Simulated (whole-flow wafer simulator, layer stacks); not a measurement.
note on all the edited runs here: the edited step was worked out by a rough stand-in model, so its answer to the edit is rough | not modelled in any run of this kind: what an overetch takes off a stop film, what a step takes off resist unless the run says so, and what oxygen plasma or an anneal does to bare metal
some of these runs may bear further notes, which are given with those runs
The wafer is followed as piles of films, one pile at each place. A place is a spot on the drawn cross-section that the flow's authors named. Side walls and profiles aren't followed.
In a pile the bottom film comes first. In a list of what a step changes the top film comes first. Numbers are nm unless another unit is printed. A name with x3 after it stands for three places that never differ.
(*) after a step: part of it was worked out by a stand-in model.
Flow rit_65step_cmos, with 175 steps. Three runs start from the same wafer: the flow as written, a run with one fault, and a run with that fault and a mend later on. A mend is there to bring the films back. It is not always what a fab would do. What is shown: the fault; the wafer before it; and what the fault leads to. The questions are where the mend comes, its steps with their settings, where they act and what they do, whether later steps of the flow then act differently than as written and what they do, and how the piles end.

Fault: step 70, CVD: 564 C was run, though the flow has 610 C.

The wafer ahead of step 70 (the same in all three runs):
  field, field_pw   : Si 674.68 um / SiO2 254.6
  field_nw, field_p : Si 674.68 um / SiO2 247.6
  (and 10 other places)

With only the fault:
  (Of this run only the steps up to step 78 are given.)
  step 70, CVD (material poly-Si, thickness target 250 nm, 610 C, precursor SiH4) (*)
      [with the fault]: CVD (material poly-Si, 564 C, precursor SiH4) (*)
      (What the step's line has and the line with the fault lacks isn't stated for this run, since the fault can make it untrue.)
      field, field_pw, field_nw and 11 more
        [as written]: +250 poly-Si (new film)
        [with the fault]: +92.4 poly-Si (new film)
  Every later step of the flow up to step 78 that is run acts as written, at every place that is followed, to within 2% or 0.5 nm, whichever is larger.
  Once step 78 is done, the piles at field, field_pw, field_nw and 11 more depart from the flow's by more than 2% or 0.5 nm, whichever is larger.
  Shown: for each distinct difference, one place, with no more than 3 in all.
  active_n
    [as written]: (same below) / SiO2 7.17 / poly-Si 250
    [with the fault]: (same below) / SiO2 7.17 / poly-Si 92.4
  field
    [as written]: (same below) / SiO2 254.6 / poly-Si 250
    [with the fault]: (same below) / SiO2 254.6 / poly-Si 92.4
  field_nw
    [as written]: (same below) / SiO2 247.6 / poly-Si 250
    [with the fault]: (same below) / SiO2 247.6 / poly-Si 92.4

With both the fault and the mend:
  After step 71 comes the mend.
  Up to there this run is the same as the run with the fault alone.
  step 71a, CVD (material poly-Si, thickness target 158 nm, 610 C, precursor SiH4) (*) (the flow's step 70 again, with other settings)
      field, field_pw, field_nw and 11 more
        +158 poly-Si
  Every later step of the flow that is run acts as written, at every place that is followed, to within 2% or 0.5 nm, whichever is larger.
  The piles end only slightly different from the flow's at the places that both follow, by no more than 2% or 0.5 nm, whichever is larger.
